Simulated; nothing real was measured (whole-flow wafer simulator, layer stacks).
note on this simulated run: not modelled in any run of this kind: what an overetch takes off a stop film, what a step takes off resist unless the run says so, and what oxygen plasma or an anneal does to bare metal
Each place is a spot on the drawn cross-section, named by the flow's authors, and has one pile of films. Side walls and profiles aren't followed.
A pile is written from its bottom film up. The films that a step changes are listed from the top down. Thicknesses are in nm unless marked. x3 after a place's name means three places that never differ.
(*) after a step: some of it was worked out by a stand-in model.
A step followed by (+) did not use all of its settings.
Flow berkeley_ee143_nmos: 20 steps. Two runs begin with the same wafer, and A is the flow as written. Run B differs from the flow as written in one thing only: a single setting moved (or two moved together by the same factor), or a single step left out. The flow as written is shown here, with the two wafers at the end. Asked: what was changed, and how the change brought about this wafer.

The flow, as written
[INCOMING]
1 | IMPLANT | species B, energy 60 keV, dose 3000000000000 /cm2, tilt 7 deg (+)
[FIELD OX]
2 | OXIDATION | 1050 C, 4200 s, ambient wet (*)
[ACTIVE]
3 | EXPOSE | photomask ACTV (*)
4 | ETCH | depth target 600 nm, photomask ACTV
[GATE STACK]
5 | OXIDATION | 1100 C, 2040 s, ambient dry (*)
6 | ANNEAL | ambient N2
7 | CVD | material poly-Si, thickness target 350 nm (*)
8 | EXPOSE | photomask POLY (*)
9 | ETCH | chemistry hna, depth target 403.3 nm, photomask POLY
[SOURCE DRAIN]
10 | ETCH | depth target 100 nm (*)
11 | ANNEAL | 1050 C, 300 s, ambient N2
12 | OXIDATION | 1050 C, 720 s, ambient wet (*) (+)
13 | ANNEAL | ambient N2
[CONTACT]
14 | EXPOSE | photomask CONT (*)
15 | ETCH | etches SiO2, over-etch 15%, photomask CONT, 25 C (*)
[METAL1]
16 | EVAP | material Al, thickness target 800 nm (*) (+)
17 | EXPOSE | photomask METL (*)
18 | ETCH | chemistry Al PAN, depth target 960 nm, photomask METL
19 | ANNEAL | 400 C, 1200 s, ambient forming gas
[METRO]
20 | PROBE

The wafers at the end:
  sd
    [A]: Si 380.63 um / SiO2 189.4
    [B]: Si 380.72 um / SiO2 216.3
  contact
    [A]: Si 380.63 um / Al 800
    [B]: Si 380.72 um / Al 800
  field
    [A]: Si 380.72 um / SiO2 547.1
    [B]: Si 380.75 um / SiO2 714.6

The reason: step 9, ETCH: depth target 289.9 nm was run, whereas the flow has depth target 403.3 nm.

The path from the change to this, step by step:
  9 | ETCH | chemistry hna, depth target 403.3 nm, photomask POLY
      sd, contact, field: A -350 poly-Si (all of it) | B -289.9 poly-Si
  10 | ETCH | depth target 100 nm (*)
      sd, contact: A -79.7 SiO2 (all of it) | B nothing
      field: A -100 SiO2 | B nothing
  12 | OXIDATION | 1050 C, 720 s, ambient wet (*) (+)
      sd, contact: A +189.4 SiO2 (new film), -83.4 Si | B -60.1 poly-Si (all of it), +136.6 SiO2
      field: A +69.1 SiO2, -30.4 Si | B -60.1 poly-Si (all of it), +136.6 SiO2
  15 | ETCH | etches SiO2, over-etch 15%, photomask CONT, 25 C (*)
      contact: A -189.4 SiO2 (all of it) | B -216.3 SiO2 (all of it)
